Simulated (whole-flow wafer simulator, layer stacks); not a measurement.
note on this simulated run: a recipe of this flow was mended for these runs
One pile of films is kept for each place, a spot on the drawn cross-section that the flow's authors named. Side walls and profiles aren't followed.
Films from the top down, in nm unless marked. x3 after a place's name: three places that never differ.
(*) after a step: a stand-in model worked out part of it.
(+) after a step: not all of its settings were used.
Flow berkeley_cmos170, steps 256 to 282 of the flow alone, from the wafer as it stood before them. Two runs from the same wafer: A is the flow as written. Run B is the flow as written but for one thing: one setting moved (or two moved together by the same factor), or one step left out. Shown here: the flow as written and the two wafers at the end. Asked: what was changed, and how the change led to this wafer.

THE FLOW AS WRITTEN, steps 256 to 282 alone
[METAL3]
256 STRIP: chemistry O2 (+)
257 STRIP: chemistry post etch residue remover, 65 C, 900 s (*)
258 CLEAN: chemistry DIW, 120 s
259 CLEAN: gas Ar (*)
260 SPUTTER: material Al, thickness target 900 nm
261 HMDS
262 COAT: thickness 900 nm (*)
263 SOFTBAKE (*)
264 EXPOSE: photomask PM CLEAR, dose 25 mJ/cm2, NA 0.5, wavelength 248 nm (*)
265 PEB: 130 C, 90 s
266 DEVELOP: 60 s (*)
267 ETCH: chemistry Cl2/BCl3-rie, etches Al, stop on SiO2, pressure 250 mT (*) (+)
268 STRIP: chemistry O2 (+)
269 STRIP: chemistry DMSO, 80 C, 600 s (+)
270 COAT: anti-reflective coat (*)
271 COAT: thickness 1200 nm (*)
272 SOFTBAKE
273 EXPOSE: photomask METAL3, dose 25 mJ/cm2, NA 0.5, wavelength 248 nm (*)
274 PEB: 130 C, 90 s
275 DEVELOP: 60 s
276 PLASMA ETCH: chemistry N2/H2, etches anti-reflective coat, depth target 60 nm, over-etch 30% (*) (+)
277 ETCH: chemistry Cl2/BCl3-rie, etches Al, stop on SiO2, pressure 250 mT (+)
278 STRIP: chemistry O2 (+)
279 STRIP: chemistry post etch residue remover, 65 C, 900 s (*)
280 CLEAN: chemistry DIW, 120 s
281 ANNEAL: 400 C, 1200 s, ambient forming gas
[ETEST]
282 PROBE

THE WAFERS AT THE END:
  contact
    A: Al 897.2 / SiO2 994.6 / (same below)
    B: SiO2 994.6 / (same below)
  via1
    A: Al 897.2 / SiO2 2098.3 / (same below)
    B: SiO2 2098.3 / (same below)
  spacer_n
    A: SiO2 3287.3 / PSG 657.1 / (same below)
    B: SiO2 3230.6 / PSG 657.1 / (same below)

The cause: step 260, SPUTTER: material Al, thickness target 900 nm, was left out.

How the change led to this, step by step:
  262 COAT: thickness 900 nm (*)
      via2: A KrF-resist +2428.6 (new film) | B KrF-resist +1807.8 (new film)
  265 PEB: 130 C, 90 s
      via2: A KrF-resist -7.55 | B KrF-resist -4.59
  266 DEVELOP: 60 s (*)
      mark: A KrF-resist -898 (all of it), Al -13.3 | B KrF-resist -898 (all of it)
  267 ETCH: chemistry Cl2/BCl3-rie, etches Al, stop on SiO2, pressure 250 mT (*) (+)
      mark: A Al -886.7 (all of it), SiO2 -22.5 | B SiO2 -112.5
      field, sd_n, spacer_n and 9 more: A KrF-resist -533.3 | B KrF-resist -450
  268 STRIP: chemistry O2 (+)
      field, spacer_n, gate_n: A KrF-resist -349.7 (all of it) | B KrF-resist -433 (all of it)
      spacer_p, gate_p: A KrF-resist -349.6 (all of it) | B KrF-resist -432.9 (all of it)
      (and at 7 more places)
  270 COAT: anti-reflective coat (*)
      m1: A anti-reflective coat +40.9 (new film) | B anti-reflective coat +37.1 (new film)
      via1: A anti-reflective coat +58.9 (new film) | B anti-reflective coat +57.2 (new film)
      (and at 2 more places)
  271 COAT: thickness 1200 nm (*)
      via2: A KrF-resist +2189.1 (new film) | B KrF-resist +1843.5 (new film)
  274 PEB: 130 C, 90 s
      via2: A KrF-resist -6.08 | B KrF-resist -4.7
  277 ETCH: chemistry Cl2/BCl3-rie, etches Al, stop on SiO2, pressure 250 mT (+)
      field, sd_n, spacer_n, gate_n, sd_p, spacer_p, gate_p: A Al -900 (all of it), SiO2 -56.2 | B SiO2 -112.5
      contact, m1, via1, m2, via2: A KrF-resist -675 | B KrF-resist -450
      (and at 1 more place)
  278 STRIP: chemistry O2 (+)
      contact: A KrF-resist -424 (all of it), anti-reflective coat -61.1 (all of it) | B KrF-resist -647.6 (all of it), anti-reflective coat -61.5 (all of it)
      m1: A KrF-resist -423.6 (all of it), anti-reflective coat -40.9 (all of it) | B KrF-resist -641.8 (all of it), anti-reflective coat -37.1 (all of it)
      (and at 3 more places)
  279 STRIP: chemistry post etch residue remover, 65 C, 900 s (*)
      contact, m1, via1, m2: A Al -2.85 | B nothing
Counting metal films that touch as one body, contact has 2 bodies (between them, from the top down: SiO2 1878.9); the flow as written gives 3 bodies (between them, from the top down: SiO2 994.6; SiO2 1878.9).
Counting metal films that touch as one body, via1 has 1 body; the flow as written gives 2 bodies (between them, from the top down: SiO2 2098.3 / void 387 / SiO2 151).
